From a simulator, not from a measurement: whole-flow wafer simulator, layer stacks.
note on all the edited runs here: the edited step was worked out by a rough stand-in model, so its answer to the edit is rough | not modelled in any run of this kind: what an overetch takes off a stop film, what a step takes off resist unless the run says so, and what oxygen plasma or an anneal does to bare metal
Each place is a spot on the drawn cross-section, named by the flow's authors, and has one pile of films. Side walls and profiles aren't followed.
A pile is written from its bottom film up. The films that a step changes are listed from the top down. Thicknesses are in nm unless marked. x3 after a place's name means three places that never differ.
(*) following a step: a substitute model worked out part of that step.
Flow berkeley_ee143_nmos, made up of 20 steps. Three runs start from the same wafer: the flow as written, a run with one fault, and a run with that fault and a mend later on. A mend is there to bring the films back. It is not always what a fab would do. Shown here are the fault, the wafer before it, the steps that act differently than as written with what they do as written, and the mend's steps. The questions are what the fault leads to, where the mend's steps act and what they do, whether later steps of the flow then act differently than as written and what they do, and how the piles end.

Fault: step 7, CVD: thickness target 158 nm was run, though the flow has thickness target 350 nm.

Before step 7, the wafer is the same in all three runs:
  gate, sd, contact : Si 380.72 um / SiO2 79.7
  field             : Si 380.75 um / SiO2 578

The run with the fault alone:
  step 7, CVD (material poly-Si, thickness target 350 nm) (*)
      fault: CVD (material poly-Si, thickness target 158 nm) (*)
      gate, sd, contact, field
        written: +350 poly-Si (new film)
        fault: +158 poly-Si (new film)
  Later steps of the flow acting differently than as written:
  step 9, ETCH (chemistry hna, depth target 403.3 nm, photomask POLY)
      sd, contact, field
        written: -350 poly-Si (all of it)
        fault: -158 poly-Si (all of it)
  The piles end different from the flow's at gate by more than 2% or 0.5 nm, whichever is larger.
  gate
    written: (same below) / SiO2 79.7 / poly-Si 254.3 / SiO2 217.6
    fault: (same below) / SiO2 79.7 / poly-Si 62.3 / SiO2 217.6

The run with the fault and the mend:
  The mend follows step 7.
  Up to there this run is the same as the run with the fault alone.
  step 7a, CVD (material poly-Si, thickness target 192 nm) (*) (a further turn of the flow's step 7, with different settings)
      gate, sd, contact, field
        +192 poly-Si
  Every later step of the flow that is run acts as written at every place that is followed.
  At every place that both follow, the piles at the end match the flow's.
